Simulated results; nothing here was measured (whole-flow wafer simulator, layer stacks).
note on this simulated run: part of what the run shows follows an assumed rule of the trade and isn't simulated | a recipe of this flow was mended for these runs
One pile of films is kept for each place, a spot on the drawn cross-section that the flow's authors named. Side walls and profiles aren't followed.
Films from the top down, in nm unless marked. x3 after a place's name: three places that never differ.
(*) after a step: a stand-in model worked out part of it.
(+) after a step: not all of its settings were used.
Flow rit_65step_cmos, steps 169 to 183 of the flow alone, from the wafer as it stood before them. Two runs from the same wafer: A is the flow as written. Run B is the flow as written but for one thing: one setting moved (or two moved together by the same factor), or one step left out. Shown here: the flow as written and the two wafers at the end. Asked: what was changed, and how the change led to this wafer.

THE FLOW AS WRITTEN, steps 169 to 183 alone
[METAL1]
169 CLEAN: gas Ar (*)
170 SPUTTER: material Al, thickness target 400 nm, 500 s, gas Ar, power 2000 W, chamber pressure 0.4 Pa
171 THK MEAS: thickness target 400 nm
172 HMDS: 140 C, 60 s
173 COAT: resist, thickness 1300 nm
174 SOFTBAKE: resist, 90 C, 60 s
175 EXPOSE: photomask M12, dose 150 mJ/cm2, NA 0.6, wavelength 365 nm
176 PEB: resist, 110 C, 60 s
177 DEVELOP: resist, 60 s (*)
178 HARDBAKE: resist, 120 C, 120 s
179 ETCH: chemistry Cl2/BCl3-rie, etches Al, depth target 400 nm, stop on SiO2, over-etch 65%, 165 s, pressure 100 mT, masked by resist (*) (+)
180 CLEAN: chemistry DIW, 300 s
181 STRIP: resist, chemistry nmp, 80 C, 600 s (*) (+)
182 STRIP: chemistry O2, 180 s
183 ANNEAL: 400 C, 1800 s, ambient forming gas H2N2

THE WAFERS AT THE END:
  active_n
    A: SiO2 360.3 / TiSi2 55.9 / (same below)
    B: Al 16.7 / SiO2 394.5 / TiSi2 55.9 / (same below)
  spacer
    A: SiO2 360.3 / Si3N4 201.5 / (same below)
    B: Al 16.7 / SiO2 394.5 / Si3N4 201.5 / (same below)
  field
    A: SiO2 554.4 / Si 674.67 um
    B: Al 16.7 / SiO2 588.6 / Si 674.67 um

The cause: step 170, SPUTTER: thickness target 690 nm was run, where the flow has thickness target 400 nm; step 170, SPUTTER: 862 s was run, where the flow has 500 s.

How the change led to this, step by step:
  170 SPUTTER: material Al, thickness target 400 nm, 500 s, gas Ar, power 2000 W, chamber pressure 0.4 Pa
      field, field_pw, field_nw and 10 more: A Al +400 (new film) | B Al +690 (new film)
      contact: A Al +255.4 (new film) | B Al +408.6 (new film)
  173 COAT: resist, thickness 1300 nm
      contact: A resist +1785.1 (new film) | B resist +1930.7 (new film)
  176 PEB: resist, 110 C, 60 s
      contact: A resist -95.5 | B resist -103.8
  178 HARDBAKE: resist, 120 C, 120 s
      contact: A resist -62.1 | B resist -67.9
  179 ETCH: chemistry Cl2/BCl3-rie, etches Al, depth target 400 nm, stop on SiO2, over-etch 65%, 165 s, pressure 100 mT, masked by resist (*) (+)
      field, field_pw, field_nw and 9 more: A Al -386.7 (all of it), SiO2 -34.2 | B Al -660
  181 STRIP: resist, chemistry nmp, 80 C, 600 s (*) (+)
      contact: A resist -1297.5 (all of it) | B resist -1429 (all of it)
Counting metal films that touch as one body, active_n has 1 body; the flow as written gives 0 bodies.
Counting metal films that touch as one body, spacer has 1 body; the flow as written gives 0 bodies.
Counting metal films that touch as one body, field has 1 body; the flow as written gives 0 bodies.
